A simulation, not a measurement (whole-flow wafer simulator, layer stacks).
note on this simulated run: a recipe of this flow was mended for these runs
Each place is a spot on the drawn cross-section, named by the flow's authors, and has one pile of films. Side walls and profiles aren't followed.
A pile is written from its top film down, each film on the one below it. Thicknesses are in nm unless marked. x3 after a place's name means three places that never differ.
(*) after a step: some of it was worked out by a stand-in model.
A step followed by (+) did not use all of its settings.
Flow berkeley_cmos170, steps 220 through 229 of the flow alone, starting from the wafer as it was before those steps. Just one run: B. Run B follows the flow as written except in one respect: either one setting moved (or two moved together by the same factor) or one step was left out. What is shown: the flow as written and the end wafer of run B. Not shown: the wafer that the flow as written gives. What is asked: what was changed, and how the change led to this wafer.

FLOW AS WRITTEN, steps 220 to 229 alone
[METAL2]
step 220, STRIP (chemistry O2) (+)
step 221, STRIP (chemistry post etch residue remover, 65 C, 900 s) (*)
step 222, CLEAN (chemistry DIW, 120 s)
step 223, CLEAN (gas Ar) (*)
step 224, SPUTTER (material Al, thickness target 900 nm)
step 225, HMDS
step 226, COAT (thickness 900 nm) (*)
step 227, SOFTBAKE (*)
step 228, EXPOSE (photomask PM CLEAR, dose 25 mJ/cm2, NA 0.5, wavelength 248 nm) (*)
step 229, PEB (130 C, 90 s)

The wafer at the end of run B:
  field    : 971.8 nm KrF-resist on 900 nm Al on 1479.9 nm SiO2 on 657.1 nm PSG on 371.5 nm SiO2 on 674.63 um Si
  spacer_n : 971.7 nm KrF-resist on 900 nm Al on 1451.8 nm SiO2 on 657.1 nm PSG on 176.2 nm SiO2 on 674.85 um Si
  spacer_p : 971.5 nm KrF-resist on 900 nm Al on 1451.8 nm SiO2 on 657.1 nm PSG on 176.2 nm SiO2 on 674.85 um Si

The reason: step 226, COAT: thickness 974 nm was run, though the flow has thickness 900 nm.

Step by step, how the change led to this:
  step 226, COAT (thickness 900 nm) (*)
      spacer_n, gate_n: +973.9 KrF-resist (new film) (it would be, as written: +899.9 KrF-resist (new film))
      spacer_p, gate_p: +973.7 KrF-resist (new film) (it would be, as written: +899.7 KrF-resist (new film))
      (and at 9 other places as well)
  step 229, PEB (130 C, 90 s)
      via1: -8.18 KrF-resist (it would be, as written: -7.55 KrF-resist)
